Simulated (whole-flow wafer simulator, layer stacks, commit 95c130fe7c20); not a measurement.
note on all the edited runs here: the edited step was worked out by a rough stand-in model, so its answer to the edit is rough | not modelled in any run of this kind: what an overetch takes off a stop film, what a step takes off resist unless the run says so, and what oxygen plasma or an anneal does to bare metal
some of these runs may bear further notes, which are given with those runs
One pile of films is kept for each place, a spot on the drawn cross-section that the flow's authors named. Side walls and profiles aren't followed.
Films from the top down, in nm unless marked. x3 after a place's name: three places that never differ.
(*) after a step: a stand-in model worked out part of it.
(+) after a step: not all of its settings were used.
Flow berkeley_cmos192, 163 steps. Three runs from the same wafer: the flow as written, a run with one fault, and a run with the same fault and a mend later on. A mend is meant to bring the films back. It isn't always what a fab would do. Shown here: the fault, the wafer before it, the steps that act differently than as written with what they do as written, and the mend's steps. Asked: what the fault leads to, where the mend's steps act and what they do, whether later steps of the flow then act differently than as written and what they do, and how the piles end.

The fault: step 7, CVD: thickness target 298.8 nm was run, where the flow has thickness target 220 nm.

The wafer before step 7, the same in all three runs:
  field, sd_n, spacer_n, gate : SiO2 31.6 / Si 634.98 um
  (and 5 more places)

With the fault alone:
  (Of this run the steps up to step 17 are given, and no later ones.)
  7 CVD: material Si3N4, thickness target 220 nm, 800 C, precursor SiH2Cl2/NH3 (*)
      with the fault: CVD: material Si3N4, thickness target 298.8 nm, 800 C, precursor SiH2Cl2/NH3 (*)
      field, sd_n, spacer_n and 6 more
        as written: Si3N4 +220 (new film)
        with the fault: Si3N4 +298.8 (new film)
  Later steps of the flow that act differently than as written:
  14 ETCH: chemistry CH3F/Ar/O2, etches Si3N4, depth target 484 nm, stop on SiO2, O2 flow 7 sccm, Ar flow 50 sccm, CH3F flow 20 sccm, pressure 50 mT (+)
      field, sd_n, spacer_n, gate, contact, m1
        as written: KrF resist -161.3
        with the fault: KrF resist -213.9
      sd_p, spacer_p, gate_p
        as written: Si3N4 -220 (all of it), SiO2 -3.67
        with the fault: Si3N4 -298.8 (all of it), SiO2 -3.67
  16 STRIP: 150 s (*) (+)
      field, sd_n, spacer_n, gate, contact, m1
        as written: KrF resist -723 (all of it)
        with the fault: KrF resist -670.5 (all of it)
  After step 17 the piles differ from the flow's by more than 2% or 0.5 nm, whichever is larger, at field, sd_n, spacer_n, gate, contact, m1.
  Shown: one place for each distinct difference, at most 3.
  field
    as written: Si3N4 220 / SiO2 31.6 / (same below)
    with the fault: Si3N4 298.8 / SiO2 31.6 / (same below)

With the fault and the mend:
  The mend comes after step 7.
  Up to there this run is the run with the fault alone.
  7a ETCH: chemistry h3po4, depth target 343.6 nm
      field, sd_n, spacer_n and 6 more
        Si3N4 -298.8 (all of it)
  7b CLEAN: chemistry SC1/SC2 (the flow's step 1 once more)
      changes no film at any place that is followed
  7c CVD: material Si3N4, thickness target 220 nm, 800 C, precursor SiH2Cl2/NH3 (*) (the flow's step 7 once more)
      field, sd_n, spacer_n and 6 more
        Si3N4 +220 (new film)
  No later step of the flow acts differently than as written at any place that is followed.
  At the end the piles are the same as the flow's at every place that both follow.
